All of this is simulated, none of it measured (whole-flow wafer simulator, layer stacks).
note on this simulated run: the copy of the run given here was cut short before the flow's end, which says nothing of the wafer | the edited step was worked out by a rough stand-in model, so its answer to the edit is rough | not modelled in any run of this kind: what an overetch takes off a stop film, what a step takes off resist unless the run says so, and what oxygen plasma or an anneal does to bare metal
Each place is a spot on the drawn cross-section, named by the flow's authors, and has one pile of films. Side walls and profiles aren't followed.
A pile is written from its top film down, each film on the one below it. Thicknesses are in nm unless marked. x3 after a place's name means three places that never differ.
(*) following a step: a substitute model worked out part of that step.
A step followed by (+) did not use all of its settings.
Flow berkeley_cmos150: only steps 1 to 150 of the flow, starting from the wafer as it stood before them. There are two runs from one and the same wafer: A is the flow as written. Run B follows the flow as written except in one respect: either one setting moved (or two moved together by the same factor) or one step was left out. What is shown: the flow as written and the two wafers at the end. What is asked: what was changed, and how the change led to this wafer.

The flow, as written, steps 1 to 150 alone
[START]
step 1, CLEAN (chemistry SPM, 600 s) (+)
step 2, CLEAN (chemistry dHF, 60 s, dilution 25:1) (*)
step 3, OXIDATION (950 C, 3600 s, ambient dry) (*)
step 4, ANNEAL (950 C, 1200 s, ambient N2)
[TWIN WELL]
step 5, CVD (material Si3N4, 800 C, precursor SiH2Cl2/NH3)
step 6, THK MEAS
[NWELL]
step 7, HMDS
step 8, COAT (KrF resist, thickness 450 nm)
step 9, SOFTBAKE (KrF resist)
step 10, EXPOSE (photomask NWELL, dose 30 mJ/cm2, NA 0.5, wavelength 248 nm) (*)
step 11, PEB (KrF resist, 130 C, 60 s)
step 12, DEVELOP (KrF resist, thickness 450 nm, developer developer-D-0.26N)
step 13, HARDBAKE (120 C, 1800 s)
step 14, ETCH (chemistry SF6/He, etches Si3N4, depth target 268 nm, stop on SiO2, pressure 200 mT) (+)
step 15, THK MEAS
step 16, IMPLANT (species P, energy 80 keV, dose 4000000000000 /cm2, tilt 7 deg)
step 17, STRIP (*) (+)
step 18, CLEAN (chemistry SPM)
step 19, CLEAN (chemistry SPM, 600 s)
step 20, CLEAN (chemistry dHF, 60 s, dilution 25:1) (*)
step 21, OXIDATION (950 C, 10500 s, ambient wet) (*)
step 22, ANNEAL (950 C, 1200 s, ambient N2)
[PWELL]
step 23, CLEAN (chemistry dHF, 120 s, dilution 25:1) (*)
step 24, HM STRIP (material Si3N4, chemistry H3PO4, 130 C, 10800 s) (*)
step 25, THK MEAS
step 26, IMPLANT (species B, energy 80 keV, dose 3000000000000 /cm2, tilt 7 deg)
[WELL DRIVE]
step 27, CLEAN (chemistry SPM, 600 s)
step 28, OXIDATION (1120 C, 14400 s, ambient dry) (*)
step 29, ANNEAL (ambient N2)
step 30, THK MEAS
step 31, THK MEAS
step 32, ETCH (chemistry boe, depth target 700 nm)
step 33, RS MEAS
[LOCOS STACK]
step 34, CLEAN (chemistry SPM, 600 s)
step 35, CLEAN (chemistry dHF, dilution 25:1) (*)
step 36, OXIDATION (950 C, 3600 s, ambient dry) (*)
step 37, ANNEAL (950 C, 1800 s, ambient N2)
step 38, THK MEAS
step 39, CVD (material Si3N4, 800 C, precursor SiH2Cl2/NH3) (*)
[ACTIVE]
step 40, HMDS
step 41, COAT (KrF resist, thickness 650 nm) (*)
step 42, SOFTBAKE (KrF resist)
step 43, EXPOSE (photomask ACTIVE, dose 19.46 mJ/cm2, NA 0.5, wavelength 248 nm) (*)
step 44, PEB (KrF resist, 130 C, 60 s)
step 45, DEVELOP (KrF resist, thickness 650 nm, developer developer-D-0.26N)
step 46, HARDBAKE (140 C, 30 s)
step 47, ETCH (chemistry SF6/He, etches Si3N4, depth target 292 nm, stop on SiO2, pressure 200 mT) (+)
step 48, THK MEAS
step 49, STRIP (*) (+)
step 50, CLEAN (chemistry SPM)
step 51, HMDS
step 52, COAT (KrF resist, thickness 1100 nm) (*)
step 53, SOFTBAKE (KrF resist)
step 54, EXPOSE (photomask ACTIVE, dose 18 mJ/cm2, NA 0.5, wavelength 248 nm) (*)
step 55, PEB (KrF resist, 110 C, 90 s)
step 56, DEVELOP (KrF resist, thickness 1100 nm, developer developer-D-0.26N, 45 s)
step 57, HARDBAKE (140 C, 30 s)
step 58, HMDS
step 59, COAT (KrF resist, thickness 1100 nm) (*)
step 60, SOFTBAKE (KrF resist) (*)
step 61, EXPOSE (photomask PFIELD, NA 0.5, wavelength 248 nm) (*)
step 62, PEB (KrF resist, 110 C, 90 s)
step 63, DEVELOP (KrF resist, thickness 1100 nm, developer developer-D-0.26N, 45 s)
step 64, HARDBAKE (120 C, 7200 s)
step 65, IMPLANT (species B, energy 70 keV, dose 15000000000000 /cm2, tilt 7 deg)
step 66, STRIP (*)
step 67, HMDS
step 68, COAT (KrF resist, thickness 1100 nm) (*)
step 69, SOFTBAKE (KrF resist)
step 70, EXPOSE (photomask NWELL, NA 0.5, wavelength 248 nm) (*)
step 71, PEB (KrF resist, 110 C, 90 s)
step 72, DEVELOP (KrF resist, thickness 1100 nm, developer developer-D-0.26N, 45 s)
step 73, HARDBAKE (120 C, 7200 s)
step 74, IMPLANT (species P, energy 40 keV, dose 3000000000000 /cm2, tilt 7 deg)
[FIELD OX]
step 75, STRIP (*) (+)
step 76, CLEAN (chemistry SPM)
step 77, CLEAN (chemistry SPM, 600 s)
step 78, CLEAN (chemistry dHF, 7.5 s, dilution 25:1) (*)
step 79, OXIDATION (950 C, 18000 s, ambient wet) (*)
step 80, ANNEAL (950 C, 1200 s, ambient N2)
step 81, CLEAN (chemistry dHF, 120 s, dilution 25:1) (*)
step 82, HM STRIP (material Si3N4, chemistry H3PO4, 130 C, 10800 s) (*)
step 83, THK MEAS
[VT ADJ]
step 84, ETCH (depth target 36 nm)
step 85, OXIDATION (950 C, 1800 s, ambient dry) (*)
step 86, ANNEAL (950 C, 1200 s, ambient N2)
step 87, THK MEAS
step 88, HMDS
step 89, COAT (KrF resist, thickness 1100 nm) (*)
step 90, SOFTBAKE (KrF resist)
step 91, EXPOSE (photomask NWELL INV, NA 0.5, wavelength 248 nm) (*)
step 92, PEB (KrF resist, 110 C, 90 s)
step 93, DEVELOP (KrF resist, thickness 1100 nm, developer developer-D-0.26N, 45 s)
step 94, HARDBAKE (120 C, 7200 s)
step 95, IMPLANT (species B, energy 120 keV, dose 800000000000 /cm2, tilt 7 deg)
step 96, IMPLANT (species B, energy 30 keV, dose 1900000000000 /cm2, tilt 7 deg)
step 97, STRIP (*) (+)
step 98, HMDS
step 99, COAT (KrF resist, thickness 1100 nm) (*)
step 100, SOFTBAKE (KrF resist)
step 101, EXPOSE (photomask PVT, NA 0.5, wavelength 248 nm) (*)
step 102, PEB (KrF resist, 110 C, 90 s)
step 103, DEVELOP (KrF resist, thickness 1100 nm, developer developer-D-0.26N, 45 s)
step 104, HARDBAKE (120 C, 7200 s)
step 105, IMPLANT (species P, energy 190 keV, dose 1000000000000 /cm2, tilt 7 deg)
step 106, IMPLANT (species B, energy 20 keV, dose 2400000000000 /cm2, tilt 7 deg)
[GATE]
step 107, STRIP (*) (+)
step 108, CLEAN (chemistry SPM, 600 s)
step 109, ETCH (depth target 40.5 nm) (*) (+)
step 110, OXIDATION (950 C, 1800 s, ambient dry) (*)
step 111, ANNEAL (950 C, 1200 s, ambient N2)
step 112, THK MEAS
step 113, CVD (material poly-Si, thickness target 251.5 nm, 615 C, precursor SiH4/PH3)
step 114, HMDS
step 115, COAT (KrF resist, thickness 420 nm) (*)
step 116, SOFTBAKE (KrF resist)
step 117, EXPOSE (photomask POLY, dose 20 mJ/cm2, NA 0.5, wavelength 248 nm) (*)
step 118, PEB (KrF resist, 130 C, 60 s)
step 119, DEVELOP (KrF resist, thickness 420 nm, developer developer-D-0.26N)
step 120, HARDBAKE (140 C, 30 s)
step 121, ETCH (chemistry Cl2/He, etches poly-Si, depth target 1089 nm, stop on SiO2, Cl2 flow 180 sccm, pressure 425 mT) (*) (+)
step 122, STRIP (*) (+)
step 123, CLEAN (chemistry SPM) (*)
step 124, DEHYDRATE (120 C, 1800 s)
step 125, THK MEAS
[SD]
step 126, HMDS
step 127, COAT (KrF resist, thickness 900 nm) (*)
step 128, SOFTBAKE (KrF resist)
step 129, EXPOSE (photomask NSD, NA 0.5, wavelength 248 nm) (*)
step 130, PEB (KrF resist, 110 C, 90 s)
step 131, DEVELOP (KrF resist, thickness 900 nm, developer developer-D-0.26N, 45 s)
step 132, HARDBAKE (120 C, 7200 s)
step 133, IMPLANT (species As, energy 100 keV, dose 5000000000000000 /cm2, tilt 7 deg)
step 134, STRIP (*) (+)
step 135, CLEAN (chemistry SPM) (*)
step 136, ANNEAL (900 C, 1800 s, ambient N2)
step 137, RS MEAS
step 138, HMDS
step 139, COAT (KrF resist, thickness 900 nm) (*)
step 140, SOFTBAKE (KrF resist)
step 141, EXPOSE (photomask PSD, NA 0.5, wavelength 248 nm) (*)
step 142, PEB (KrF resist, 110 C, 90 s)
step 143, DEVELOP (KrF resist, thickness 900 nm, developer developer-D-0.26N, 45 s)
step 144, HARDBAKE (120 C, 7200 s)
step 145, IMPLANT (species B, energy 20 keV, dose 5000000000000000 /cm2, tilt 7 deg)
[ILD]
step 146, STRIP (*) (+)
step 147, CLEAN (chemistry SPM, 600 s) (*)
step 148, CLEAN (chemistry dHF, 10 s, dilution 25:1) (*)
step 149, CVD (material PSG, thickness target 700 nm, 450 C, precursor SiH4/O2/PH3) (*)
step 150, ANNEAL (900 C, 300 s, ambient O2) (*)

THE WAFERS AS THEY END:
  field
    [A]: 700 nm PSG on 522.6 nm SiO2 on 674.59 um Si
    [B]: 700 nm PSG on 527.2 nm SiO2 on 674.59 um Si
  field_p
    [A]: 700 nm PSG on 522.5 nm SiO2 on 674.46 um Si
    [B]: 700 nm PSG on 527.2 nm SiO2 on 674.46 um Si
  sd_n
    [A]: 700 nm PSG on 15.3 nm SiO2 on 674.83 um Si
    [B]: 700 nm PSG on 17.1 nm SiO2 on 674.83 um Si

What caused this: step 109, ETCH: depth target 35.8 nm was run, whereas the flow has depth target 40.5 nm.

Step by step, how the change led to this:
  step 109, ETCH (depth target 40.5 nm) (*) (+)
      sd_n: A -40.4 SiO2 (all of it) | B -35.8 SiO2
      field, field_p: A -40.5 SiO2 | B -35.8 SiO2
  step 110, OXIDATION (950 C, 1800 s, ambient dry) (*)
      sd_n: A +20.4 SiO2 (new film), -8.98 Si | B +17.6 SiO2, -7.74 Si
